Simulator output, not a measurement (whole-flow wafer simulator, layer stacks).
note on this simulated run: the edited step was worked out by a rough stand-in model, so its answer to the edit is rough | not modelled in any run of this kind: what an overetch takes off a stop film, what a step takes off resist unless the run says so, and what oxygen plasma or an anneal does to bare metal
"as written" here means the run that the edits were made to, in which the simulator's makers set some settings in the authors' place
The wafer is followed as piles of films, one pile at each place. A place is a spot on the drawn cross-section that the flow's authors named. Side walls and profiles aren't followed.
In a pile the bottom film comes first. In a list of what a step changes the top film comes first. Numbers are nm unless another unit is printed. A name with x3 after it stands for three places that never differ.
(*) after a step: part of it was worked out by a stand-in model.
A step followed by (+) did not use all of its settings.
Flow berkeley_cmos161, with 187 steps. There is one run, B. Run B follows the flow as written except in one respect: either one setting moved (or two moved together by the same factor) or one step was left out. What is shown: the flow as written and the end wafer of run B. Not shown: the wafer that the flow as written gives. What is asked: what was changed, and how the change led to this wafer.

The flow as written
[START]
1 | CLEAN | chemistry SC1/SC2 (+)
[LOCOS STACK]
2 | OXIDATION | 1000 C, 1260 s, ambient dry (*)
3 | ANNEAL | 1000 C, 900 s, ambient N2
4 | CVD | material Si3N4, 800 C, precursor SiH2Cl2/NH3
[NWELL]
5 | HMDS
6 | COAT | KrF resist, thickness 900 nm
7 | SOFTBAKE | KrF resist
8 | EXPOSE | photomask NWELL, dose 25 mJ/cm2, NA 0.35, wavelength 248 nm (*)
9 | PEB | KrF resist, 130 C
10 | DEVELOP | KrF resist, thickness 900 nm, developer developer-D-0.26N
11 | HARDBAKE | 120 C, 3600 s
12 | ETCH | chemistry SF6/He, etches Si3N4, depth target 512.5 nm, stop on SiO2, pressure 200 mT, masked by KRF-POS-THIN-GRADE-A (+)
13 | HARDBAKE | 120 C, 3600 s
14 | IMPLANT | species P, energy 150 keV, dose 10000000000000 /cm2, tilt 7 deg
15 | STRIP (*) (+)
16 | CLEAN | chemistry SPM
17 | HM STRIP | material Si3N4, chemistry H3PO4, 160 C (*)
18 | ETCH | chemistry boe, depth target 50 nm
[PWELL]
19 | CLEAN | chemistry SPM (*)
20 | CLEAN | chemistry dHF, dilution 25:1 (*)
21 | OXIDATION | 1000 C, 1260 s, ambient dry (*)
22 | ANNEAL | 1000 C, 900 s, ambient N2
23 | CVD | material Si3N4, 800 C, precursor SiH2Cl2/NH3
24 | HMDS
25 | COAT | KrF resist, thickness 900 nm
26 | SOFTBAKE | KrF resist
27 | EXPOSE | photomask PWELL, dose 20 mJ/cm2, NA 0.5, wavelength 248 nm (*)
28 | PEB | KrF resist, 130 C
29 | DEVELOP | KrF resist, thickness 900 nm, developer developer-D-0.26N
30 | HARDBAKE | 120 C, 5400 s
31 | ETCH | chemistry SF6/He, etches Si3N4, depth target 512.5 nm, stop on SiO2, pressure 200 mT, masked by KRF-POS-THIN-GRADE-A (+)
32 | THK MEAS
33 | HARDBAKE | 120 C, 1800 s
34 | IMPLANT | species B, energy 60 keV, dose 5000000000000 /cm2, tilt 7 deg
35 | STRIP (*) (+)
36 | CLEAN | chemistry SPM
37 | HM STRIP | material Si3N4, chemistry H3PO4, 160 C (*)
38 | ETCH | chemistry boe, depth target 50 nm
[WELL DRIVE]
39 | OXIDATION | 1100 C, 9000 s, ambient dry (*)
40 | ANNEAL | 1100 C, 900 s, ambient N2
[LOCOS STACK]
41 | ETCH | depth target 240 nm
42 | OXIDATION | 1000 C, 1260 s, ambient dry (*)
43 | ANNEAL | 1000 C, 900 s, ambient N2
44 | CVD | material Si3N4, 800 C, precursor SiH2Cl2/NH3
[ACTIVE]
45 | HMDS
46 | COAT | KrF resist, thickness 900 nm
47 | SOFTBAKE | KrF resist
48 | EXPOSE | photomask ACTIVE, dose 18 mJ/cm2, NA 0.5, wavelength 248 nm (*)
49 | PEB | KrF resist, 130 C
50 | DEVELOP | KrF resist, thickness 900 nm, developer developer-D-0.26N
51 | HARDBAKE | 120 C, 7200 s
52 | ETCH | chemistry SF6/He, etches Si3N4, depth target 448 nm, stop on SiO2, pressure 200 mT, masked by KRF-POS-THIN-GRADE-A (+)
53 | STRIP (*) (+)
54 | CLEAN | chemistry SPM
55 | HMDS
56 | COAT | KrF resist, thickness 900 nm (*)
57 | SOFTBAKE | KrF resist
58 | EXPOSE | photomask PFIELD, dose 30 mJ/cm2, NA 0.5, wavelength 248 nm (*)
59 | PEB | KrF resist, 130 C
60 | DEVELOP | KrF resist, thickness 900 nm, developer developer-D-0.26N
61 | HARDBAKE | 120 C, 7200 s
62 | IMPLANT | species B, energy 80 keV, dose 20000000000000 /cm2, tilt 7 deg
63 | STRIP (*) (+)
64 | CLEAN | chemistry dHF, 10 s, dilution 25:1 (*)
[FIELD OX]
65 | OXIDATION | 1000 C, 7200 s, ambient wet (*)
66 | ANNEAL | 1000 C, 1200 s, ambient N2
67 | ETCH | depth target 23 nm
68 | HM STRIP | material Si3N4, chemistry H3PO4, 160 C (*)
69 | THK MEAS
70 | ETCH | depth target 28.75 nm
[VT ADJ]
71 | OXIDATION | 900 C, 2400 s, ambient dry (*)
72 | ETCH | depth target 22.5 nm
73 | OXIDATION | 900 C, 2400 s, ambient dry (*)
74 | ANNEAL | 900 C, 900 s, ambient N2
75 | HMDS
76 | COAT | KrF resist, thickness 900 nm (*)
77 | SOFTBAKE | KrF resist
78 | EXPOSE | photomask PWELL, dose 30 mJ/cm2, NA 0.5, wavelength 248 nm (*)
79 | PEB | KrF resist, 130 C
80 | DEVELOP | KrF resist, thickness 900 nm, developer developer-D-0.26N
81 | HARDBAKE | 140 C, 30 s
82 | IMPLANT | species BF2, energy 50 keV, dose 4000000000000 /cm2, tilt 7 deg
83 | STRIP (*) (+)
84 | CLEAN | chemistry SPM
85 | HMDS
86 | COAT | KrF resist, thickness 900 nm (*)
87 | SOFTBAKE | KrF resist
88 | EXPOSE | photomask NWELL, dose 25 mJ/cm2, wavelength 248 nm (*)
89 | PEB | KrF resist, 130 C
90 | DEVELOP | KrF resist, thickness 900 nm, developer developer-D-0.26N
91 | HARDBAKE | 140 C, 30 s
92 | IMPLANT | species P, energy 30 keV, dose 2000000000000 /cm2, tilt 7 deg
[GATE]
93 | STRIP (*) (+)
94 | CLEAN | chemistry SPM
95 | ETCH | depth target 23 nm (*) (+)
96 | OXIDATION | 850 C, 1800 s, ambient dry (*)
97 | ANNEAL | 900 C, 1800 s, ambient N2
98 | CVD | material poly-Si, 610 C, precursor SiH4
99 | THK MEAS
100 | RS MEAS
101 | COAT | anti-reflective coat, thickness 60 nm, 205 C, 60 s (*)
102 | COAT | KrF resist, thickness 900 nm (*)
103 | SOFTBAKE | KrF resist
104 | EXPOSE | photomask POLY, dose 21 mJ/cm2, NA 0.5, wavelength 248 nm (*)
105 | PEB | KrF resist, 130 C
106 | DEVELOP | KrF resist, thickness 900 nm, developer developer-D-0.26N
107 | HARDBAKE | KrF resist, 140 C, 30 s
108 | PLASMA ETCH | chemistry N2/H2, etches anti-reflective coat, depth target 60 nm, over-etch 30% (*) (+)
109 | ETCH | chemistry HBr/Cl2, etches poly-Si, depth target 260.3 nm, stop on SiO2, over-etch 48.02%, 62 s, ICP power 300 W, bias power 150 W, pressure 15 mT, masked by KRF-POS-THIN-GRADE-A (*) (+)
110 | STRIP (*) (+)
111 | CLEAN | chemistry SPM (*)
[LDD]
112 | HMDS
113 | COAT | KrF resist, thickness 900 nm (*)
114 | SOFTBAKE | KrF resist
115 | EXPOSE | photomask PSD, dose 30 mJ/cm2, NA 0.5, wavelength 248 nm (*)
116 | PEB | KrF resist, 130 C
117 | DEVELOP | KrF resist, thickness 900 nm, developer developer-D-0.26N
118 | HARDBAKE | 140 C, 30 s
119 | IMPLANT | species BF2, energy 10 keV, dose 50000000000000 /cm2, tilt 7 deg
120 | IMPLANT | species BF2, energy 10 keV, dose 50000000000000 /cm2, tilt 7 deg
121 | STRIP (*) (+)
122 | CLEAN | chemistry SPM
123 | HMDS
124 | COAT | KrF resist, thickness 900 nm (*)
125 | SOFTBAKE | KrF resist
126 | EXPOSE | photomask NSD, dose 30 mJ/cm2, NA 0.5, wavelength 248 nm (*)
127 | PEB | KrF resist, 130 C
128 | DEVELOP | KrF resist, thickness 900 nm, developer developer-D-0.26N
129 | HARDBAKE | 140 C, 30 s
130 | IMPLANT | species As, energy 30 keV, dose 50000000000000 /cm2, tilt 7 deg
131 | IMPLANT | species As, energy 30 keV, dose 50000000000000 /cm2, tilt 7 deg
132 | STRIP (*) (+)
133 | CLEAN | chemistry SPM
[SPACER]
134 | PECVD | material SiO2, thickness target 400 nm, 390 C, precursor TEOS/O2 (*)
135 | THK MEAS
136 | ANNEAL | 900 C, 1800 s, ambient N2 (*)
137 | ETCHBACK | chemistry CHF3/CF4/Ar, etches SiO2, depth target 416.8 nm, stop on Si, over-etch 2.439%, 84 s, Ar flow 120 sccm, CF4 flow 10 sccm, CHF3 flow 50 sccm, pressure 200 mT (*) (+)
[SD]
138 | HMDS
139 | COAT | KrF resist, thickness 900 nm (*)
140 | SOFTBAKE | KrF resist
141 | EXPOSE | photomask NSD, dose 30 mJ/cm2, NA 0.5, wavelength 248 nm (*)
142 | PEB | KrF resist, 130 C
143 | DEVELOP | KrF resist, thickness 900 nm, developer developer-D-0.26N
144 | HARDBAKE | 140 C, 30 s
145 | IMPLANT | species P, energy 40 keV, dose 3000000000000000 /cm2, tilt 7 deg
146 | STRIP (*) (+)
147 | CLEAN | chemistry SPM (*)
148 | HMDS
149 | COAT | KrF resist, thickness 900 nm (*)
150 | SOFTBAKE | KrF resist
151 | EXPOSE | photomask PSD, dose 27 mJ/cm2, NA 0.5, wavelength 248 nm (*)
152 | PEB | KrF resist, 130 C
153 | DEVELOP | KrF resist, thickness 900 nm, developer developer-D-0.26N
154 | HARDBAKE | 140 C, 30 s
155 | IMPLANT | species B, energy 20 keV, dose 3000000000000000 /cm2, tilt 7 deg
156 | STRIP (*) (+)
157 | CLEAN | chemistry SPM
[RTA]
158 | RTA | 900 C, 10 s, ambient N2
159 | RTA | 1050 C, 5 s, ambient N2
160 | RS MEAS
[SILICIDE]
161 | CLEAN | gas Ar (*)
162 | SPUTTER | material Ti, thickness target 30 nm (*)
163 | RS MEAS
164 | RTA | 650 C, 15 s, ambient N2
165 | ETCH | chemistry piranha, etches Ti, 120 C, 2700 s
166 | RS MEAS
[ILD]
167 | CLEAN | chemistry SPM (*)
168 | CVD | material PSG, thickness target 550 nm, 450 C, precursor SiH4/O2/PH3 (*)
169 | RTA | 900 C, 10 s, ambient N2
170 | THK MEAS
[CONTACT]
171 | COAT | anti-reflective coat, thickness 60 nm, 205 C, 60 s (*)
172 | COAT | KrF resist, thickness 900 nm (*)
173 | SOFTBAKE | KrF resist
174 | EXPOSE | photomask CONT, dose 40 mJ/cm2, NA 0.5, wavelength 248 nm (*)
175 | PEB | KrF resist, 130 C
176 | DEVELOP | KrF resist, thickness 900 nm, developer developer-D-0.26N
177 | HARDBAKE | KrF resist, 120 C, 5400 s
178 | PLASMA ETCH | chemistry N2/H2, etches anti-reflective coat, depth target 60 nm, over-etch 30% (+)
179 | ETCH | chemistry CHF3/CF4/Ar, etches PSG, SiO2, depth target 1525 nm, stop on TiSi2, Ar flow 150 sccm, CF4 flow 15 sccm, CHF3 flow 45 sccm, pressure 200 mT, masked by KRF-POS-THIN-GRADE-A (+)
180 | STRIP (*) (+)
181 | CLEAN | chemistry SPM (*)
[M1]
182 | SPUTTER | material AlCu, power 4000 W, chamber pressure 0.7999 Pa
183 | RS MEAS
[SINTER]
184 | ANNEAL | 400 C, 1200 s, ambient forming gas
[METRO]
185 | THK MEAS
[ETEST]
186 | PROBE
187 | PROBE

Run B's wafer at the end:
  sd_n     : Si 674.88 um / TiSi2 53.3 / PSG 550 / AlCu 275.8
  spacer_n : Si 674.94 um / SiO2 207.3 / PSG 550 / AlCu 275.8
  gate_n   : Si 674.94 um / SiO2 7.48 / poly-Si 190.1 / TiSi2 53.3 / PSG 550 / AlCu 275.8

What caused this: step 39, OXIDATION: 880 C was run, though the flow has 1100 C.

How this came from the change, step by step:
  39 | OXIDATION | 1100 C, 9000 s, ambient dry (*)
      field, sd_n, spacer_n and 6 more: +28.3 SiO2 (new film), -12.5 Si (it would be, as written: +197.6 SiO2 (new film), -86.9 Si)
  41 | ETCH | depth target 240 nm
      field, sd_n, spacer_n and 6 more: -28.3 SiO2 (all of it) (it would be, as written: -197.6 SiO2 (all of it))
